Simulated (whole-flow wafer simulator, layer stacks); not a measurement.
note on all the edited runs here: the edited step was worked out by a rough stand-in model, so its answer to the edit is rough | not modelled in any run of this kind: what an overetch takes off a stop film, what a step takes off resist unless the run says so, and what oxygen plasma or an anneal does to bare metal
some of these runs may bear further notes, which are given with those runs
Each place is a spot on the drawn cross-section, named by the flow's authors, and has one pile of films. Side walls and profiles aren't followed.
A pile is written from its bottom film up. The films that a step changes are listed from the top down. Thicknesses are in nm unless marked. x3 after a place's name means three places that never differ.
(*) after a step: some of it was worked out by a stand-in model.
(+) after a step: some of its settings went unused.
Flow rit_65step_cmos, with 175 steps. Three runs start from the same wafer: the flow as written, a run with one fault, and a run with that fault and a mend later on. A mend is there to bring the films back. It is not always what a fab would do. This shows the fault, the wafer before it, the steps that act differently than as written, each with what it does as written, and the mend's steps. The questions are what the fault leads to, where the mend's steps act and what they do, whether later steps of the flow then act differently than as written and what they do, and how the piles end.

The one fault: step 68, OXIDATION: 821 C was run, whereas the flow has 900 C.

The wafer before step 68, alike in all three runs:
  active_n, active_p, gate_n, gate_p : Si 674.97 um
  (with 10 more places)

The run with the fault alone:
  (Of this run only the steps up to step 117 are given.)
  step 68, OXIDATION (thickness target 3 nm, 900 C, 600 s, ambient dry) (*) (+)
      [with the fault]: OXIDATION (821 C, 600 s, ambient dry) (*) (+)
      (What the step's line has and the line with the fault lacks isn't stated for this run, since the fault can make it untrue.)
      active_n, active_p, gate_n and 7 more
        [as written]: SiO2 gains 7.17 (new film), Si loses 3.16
        [with the fault]: SiO2 gains 3 (new film), Si loses 1.32
  Later steps of the flow acting differently than as written (not shown: 14 more steps that differ only slightly, by at most 2% or 0.5 nm, whichever is larger):
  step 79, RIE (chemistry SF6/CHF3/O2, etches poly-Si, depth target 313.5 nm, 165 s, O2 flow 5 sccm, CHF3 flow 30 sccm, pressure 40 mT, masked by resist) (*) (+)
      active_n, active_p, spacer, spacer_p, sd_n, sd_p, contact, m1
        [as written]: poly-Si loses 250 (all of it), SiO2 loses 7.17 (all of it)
        [with the fault]: poly-Si loses 250 (all of it), SiO2 loses 3 (all of it)
  After step 117, at gate_n, gate_p, the piles differ from the flow's by more than 2% or 0.5 nm, whichever is larger.
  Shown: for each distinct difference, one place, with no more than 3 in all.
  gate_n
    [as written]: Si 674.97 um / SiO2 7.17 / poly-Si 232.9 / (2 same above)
    [with the fault]: Si 674.97 um / SiO2 3 / poly-Si 232.9 / (2 same above)

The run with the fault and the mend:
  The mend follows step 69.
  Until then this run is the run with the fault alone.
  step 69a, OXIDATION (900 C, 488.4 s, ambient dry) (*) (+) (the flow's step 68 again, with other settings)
      active_n, active_p, gate_n and 7 more
        SiO2 gains 4, Si loses 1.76
  None of the later steps of the flow differs from how it acts as written, at any place that is followed, by more than 2% or 0.5 nm, whichever is larger.
  When the end is reached, the piles differ only a little from the flow's at the places that both follow, at most by 2% or 0.5 nm, whichever is larger.
